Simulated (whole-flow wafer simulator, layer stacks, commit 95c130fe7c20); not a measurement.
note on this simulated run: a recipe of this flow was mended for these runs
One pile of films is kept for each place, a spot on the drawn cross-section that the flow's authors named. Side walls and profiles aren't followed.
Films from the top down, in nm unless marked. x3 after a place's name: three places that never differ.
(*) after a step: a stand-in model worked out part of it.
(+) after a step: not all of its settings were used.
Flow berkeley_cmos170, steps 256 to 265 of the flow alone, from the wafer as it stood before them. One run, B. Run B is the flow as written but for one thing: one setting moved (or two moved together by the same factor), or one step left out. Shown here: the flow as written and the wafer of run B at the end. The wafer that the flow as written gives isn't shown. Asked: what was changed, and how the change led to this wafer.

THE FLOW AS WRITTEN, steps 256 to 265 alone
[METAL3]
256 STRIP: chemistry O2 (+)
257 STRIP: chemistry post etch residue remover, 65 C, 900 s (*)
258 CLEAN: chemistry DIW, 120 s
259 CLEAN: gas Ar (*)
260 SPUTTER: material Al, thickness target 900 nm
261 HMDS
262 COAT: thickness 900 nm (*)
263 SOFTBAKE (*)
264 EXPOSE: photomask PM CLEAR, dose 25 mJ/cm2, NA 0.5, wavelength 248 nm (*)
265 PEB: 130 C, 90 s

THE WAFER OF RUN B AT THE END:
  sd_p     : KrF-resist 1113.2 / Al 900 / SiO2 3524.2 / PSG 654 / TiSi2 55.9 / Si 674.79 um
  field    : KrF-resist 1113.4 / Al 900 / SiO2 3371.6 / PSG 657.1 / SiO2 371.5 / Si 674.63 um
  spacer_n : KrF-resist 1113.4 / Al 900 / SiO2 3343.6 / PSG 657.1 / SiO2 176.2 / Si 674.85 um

The cause: step 262, COAT: thickness 1116 nm was run, where the flow has thickness 900 nm.

How the change led to this, step by step:
  262 COAT: thickness 900 nm (*)
      field, mark: KrF-resist +1116 (new film) (as written it would be: KrF-resist +900 (new film))
      spacer_n, gate_n: KrF-resist +1115.9 (new film) (as written it would be: KrF-resist +899.9 (new film))
      (and at 9 more places)
  265 PEB: 130 C, 90 s
      field, mark, sd_n and 6 more: KrF-resist -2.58 (as written it would be: KrF-resist -2)
      m1: KrF-resist -2.5 (as written it would be: KrF-resist -1.92)
      (and at 3 more places)
